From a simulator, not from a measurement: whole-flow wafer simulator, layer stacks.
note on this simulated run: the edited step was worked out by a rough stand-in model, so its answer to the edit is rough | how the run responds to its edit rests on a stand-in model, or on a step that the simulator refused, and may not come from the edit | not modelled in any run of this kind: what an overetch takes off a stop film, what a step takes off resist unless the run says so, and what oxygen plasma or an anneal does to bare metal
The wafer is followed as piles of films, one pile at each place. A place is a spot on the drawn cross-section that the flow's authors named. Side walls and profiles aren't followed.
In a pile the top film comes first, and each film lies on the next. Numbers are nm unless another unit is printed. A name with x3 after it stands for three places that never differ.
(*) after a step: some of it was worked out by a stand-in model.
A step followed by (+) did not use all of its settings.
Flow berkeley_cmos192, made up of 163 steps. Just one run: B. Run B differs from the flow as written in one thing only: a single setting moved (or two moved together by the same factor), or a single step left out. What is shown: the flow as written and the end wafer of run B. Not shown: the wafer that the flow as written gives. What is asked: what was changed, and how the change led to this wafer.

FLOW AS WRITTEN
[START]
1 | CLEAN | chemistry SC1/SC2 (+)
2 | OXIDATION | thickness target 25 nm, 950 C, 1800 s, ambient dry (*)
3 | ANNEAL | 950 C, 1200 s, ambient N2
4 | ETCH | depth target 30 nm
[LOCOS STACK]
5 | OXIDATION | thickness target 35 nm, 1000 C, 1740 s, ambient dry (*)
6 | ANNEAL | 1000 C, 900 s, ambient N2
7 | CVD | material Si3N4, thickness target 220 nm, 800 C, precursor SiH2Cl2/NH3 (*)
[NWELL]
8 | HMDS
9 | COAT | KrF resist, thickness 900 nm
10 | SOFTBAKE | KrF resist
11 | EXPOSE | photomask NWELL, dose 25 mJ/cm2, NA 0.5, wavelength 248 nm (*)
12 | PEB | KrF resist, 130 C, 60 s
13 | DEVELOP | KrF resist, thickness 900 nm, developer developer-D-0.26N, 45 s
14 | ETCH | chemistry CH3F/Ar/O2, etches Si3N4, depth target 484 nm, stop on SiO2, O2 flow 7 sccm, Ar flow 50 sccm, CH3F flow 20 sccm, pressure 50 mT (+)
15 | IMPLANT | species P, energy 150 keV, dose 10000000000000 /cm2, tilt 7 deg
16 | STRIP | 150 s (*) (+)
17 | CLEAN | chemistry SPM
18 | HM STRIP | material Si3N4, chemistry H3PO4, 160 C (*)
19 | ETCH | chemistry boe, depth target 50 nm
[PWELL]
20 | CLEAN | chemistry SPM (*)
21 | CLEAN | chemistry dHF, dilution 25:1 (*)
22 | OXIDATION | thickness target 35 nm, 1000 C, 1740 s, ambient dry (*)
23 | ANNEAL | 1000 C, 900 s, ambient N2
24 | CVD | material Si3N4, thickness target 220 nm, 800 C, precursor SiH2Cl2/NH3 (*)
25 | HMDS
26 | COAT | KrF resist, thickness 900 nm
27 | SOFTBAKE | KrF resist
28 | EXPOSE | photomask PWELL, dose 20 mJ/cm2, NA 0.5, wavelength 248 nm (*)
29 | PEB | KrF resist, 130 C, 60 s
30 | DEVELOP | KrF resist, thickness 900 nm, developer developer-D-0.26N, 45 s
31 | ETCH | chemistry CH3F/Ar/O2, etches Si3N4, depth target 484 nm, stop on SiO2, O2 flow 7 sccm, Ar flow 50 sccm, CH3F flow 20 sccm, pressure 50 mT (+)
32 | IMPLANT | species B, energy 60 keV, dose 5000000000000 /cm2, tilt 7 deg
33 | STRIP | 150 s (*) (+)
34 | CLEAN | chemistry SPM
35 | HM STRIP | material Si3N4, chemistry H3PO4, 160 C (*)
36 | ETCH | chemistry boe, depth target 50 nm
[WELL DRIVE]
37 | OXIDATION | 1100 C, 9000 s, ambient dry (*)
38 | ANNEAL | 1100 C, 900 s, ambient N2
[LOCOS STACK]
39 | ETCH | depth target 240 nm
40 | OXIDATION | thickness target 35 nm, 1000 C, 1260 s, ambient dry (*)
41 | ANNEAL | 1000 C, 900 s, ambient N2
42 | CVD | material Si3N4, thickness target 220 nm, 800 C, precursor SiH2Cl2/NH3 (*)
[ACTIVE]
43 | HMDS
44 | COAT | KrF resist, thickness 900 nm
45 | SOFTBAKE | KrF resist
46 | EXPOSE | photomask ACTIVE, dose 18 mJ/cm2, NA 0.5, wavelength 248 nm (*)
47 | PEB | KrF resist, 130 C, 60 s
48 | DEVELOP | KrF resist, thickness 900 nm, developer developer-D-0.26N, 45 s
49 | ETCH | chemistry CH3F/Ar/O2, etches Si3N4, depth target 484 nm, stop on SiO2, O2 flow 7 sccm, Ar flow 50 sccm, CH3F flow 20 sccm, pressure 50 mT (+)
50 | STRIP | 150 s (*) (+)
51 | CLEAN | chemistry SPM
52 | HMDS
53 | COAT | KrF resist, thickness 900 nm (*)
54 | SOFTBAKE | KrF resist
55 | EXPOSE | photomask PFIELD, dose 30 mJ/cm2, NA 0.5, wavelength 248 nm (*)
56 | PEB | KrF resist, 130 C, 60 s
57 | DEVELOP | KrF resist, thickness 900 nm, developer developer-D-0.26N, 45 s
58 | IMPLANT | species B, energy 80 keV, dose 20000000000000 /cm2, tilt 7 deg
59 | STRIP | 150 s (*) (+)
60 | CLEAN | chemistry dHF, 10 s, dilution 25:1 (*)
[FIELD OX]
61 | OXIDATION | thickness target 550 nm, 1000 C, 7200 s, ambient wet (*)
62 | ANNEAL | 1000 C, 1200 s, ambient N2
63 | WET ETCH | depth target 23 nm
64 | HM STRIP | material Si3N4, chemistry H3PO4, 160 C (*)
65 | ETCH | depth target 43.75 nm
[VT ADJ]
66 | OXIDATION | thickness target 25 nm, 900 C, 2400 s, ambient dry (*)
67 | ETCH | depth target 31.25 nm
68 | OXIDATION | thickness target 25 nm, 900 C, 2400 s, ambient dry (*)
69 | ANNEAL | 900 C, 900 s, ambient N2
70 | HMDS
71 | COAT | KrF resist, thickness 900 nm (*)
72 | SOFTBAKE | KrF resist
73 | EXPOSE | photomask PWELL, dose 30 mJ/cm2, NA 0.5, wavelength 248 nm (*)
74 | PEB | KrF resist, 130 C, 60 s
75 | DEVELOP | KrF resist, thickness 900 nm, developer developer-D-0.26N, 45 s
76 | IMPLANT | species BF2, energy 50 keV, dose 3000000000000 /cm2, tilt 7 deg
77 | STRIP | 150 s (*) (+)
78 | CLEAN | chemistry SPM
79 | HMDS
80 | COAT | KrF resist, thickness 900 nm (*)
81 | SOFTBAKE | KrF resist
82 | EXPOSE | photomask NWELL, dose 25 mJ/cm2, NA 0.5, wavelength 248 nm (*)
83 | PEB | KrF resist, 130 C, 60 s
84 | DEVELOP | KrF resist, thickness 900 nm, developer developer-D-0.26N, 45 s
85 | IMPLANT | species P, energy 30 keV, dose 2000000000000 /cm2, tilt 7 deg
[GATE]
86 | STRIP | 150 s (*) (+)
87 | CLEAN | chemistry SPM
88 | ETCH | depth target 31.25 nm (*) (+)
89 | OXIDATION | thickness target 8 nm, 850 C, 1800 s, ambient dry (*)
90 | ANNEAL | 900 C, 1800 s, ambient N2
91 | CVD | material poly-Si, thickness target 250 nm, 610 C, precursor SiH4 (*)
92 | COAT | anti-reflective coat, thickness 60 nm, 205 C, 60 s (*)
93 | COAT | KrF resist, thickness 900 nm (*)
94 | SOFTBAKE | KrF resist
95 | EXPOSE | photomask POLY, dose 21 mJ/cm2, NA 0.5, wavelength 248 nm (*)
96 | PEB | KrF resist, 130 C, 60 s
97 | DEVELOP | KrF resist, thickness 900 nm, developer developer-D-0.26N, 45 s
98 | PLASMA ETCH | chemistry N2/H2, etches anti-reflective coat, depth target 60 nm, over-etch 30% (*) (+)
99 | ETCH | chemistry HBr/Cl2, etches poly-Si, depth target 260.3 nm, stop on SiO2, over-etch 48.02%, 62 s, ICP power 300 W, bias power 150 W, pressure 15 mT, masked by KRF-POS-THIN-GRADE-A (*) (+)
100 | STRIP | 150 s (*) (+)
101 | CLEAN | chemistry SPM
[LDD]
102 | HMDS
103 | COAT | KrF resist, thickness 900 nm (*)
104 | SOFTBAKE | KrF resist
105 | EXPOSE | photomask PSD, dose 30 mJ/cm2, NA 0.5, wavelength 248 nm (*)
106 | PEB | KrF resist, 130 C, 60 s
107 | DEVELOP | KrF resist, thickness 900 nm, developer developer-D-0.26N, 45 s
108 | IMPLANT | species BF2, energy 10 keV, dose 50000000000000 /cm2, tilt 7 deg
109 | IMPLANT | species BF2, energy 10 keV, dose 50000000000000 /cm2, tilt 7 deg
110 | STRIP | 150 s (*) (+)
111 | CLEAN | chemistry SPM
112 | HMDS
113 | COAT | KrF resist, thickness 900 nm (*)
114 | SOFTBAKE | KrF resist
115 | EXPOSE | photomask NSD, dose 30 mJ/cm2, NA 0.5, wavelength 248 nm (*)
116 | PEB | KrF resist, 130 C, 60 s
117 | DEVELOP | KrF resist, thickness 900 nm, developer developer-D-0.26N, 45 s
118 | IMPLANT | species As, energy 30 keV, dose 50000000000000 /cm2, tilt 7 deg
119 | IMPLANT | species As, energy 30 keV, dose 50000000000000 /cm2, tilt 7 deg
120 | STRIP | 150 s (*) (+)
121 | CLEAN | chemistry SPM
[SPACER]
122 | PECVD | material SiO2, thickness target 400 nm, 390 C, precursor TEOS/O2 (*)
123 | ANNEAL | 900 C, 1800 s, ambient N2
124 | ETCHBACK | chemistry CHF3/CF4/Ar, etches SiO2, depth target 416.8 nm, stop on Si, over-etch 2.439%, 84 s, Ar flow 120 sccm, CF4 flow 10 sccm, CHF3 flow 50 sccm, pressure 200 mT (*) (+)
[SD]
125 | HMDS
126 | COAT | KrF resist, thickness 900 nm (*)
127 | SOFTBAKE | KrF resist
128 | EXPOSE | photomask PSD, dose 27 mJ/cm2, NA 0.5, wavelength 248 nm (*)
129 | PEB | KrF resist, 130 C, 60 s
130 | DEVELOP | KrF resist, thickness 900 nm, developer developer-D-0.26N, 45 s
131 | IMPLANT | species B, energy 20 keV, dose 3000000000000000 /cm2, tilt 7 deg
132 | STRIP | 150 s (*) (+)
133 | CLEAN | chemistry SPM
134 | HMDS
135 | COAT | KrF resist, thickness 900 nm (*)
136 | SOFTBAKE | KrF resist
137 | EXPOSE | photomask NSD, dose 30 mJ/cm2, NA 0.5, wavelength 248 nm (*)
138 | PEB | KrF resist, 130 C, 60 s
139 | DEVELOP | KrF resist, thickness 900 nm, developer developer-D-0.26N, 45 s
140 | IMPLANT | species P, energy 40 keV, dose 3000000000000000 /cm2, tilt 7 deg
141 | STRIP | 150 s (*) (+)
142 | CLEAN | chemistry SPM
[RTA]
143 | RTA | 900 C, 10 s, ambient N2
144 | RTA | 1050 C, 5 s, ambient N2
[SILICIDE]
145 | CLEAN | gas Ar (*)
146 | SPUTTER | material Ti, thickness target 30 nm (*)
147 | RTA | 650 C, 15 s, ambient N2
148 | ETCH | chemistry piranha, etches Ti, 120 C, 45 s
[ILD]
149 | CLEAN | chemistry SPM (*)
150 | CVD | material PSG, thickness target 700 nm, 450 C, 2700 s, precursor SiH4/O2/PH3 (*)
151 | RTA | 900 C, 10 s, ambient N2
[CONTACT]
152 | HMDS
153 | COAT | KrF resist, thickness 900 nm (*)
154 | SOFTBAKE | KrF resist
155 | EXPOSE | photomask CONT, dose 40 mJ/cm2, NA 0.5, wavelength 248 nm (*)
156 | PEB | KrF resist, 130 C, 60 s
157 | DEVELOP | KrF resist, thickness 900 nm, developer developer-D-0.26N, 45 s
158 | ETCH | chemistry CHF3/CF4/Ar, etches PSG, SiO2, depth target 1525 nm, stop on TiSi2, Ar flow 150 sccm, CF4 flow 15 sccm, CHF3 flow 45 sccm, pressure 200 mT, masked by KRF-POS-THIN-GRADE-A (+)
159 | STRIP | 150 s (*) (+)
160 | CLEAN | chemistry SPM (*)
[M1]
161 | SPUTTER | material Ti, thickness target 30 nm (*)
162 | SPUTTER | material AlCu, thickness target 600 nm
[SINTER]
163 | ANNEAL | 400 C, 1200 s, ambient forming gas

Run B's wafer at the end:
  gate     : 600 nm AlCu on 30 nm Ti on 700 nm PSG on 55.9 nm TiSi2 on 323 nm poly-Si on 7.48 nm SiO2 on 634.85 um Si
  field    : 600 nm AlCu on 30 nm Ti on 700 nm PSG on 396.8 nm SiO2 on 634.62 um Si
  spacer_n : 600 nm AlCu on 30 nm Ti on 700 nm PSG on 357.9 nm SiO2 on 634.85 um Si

What caused this: step 91, CVD: thickness target 382 nm was run, while the flow as written has thickness target 250 nm.

The path from the change to this, step by step:
  91 | CVD | material poly-Si, thickness target 250 nm, 610 C, precursor SiH4 (*)
      field, sd_n, spacer_n and 6 more: +382 poly-Si (new film) (as written it would have been: +250 poly-Si (new film))
  92 | COAT | anti-reflective coat, thickness 60 nm, 205 C, 60 s (*)
      field: +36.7 anti-reflective coat (new film) (as written it would have been: +35.3 anti-reflective coat (new film))
      sd_n: +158 anti-reflective coat (new film) (as written it would have been: +152.4 anti-reflective coat (new film))
      (and at 2 other places as well)
  98 | PLASMA ETCH | chemistry N2/H2, etches anti-reflective coat, depth target 60 nm, over-etch 30% (*) (+)
      field: -36.7 anti-reflective coat (all of it), -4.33 poly-Si (as written it would have been: -35.3 anti-reflective coat (all of it), -4.18 poly-Si)
      sd_n: -158 anti-reflective coat (all of it), -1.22 poly-Si (as written it would have been: -152.4 anti-reflective coat (all of it), -1.17 poly-Si)
      (and at 2 other places as well)
  99 | ETCH | chemistry HBr/Cl2, etches poly-Si, depth target 260.3 nm, stop on SiO2, over-etch 48.02%, 62 s, ICP power 300 W, bias power 150 W, pressure 15 mT, masked by KRF-POS-THIN-GRADE-A (*) (+)
      spacer_n, spacer_p: -377.6 poly-Si (all of it), -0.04 SiO2 (as written it would have been: -245.8 poly-Si (all of it), -1.74 SiO2)
      field: -377.7 poly-Si (all of it), -0.04 SiO2 (as written it would have been: -245.8 poly-Si (all of it), -1.74 SiO2)
      (and at 4 other places as well)
  103 | COAT | KrF resist, thickness 900 nm (*)
      gate: +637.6 KrF resist (new film) (as written it would have been: +748 KrF resist (new film))
      gate_p: +633.7 KrF resist (new film) (as written it would have been: +744.1 KrF resist (new film))
  107 | DEVELOP | KrF resist, thickness 900 nm, developer developer-D-0.26N, 45 s
      gate_p: -632.8 KrF resist (all of it) (as written it would have been: -742.9 KrF resist (all of it))
  110 | STRIP | 150 s (*) (+)
      gate: -622.5 KrF resist (all of it), +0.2 chemical SiO2, -0.09 poly-Si (as written it would have been: -732.7 KrF resist (all of it), +0.2 chemical SiO2, -0.09 poly-Si)
  113 | COAT | KrF resist, thickness 900 nm (*)
      gate: +637.5 KrF resist (new film) (as written it would have been: +747.9 KrF resist (new film))
      gate_p: +633.6 KrF resist (new film) (as written it would have been: +743.9 KrF resist (new film))
  117 | DEVELOP | KrF resist, thickness 900 nm, developer developer-D-0.26N, 45 s
      gate: -636.6 KrF resist (all of it) (as written it would have been: -746.8 KrF resist (all of it))
  120 | STRIP | 150 s (*) (+)
      gate_p: -618.5 KrF resist (all of it), +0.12 chemical SiO2, -0.05 poly-Si (as written it would have been: -728.6 KrF resist (all of it), +0.12 chemical SiO2, -0.05 poly-Si)
  124 | ETCHBACK | chemistry CHF3/CF4/Ar, etches SiO2, depth target 416.8 nm, stop on Si, over-etch 2.439%, 84 s, Ar flow 120 sccm, CF4 flow 10 sccm, CHF3 flow 50 sccm, pressure 200 mT (*) (+)
      spacer_n: -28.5 SiO2 (as written it would have been: -160 SiO2)
      spacer_p: -28.4 SiO2 (as written it would have been: -159.9 SiO2)
  126 | COAT | KrF resist, thickness 900 nm (*)
      spacer_n: +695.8 KrF resist (new film) (as written it would have been: +791.6 KrF resist (new film))
      gate: +678.1 KrF resist (new film) (as written it would have been: +771.5 KrF resist (new film))
      (and at 2 other places as well)
  130 | DEVELOP | KrF resist, thickness 900 nm, developer developer-D-0.26N, 45 s
      spacer_p: -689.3 KrF resist (all of it) (as written it would have been: -784.6 KrF resist (all of it))
      gate_p: -671.4 KrF resist (all of it) (as written it would have been: -764.3 KrF resist (all of it))
  132 | STRIP | 150 s (*) (+)
      spacer_n: -680.5 KrF resist (all of it) (as written it would have been: -776.1 KrF resist (all of it))
      gate: +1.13 chemical SiO2 (new film), -662.8 KrF resist (all of it), -0.5 poly-Si (as written it would have been: +1.13 chemical SiO2 (new film), -756.1 KrF resist (all of it), -0.5 poly-Si)
  135 | COAT | KrF resist, thickness 900 nm (*)
      spacer_n: +696 KrF resist (new film) (as written it would have been: +791.1 KrF resist (new film))
      gate: +677.7 KrF resist (new film) (as written it would have been: +770.3 KrF resist (new film))
      (and at 2 other places as well)
  139 | DEVELOP | KrF resist, thickness 900 nm, developer developer-D-0.26N, 45 s
      spacer_n: -695 KrF resist (all of it) (as written it would have been: -789.9 KrF resist (all of it))
      gate: -676.6 KrF resist (all of it) (as written it would have been: -769.1 KrF resist (all of it))
  ... 2 further steps ...
  159 | STRIP | 150 s (*) (+)
      field: -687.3 KrF resist (all of it) (as written it would have been: -671.6 KrF resist (all of it))
      spacer_n: -550.1 KrF resist (all of it) (as written it would have been: -620.3 KrF resist (all of it))
      (and at 4 other places as well)
